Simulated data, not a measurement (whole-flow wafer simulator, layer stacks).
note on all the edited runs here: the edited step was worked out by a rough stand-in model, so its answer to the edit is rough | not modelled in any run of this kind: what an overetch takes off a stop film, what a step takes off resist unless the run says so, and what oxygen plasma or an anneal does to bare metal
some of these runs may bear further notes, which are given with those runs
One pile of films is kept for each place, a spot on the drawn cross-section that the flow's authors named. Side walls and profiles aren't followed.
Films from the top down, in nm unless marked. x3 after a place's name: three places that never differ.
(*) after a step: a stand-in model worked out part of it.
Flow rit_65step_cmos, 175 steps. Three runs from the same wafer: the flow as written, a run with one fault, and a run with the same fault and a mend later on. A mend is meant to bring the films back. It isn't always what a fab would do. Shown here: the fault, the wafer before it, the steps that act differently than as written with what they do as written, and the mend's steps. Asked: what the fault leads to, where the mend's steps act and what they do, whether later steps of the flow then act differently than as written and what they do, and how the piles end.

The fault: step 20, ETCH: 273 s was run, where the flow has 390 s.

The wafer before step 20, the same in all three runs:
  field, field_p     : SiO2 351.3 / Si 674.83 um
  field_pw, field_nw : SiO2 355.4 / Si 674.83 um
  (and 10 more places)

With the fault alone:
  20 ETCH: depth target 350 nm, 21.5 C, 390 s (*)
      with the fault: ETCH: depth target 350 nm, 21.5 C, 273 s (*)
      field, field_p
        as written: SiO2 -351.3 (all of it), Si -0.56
        with the fault: SiO2 -266.6
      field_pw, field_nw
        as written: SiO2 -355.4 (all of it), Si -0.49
        with the fault: SiO2 -266.6
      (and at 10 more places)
  Later steps of the flow that act differently than as written (10 more steps differ only slightly, by at most 2% or 0.5 nm, whichever is larger, and aren't shown):
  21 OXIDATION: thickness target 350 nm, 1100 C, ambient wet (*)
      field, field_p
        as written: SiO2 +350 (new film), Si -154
        with the fault: SiO2 +290.2, Si -127.7
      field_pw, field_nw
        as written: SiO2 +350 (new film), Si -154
        with the fault: SiO2 +287.7, Si -126.6
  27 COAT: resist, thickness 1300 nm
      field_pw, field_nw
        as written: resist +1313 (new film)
        with the fault: resist +1283.2 (new film)
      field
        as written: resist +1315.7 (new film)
        with the fault: resist +1277.8 (new film)
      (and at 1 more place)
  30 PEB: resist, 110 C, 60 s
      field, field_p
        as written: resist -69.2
        with the fault: resist -67.2
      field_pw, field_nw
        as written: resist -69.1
        with the fault: resist -67.5
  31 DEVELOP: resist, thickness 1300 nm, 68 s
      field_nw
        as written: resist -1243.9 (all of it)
        with the fault: resist -1215.7 (all of it)
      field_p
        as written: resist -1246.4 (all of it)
        with the fault: resist -1210.6 (all of it)
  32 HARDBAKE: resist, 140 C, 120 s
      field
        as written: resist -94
        with the fault: resist -91.2
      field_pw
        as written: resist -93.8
        with the fault: resist -91.6
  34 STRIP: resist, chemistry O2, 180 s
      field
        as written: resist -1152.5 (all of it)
        with the fault: resist -1119.3 (all of it)
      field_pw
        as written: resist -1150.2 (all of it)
        with the fault: resist -1124 (all of it)
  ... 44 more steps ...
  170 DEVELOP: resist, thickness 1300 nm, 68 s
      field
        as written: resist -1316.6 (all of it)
        with the fault: resist -1277.7 (all of it)
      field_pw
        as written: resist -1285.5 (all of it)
        with the fault: resist -1256.3 (all of it)
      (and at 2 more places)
  At the end the piles differ from the flow's by more than 2% or 0.5 nm, whichever is larger, at field, field_pw, field_nw, field_p.
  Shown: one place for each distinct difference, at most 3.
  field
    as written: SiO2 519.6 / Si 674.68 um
    with the fault: SiO2 544.1 / Si 674.7 um
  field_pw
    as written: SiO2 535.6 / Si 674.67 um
    with the fault: SiO2 561.7 / Si 674.7 um
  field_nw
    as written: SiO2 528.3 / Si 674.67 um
    with the fault: SiO2 554.7 / Si 674.7 um

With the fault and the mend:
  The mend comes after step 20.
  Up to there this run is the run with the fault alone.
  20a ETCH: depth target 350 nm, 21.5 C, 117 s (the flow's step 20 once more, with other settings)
      field, field_p
        SiO2 -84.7 (all of it)
      field_pw, field_nw
        SiO2 -88.7 (all of it)
  No later step of the flow acts differently than as written, at any place that is followed, by more than 2% or 0.5 nm, whichever is larger.
  At the end the piles differ from the flow's only slightly at the places that both follow, by at most 2% or 0.5 nm, whichever is larger.
